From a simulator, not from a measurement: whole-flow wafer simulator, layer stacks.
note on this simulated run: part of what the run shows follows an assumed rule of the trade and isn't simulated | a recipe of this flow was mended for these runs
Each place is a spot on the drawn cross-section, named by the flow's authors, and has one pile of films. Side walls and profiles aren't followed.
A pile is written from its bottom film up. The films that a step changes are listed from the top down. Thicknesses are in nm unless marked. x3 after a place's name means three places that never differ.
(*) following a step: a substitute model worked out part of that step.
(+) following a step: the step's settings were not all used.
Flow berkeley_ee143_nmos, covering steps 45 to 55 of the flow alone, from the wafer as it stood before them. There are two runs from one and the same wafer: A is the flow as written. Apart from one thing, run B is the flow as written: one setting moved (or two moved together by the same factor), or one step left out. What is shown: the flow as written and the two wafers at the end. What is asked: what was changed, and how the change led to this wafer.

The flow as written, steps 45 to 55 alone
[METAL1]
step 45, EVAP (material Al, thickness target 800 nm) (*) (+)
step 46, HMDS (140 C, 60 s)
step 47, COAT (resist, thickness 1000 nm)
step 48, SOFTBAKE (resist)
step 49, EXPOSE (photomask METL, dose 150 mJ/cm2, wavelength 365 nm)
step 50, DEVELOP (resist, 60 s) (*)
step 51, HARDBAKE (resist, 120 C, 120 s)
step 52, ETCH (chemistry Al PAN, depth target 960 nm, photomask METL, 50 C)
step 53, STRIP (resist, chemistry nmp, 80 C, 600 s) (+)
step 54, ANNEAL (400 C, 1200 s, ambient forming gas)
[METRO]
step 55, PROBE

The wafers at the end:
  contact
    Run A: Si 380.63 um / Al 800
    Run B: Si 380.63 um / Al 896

Cause: step 45, EVAP: thickness target 896 nm was run, while the flow as written has thickness target 800 nm.
The wafer itself shows it: contact has Al 896, and step 45 as written asks for 800 nm.

Step by step, how the change led to this:
  step 45, EVAP (material Al, thickness target 800 nm) (*) (+)
      gate, sd, contact, field: A +800 Al (new film) | B +896 Al (new film)
  step 52, ETCH (chemistry Al PAN, depth target 960 nm, photomask METL, 50 C)
      gate, sd, field: A -786.7 Al (all of it) | B -882.7 Al (all of it)
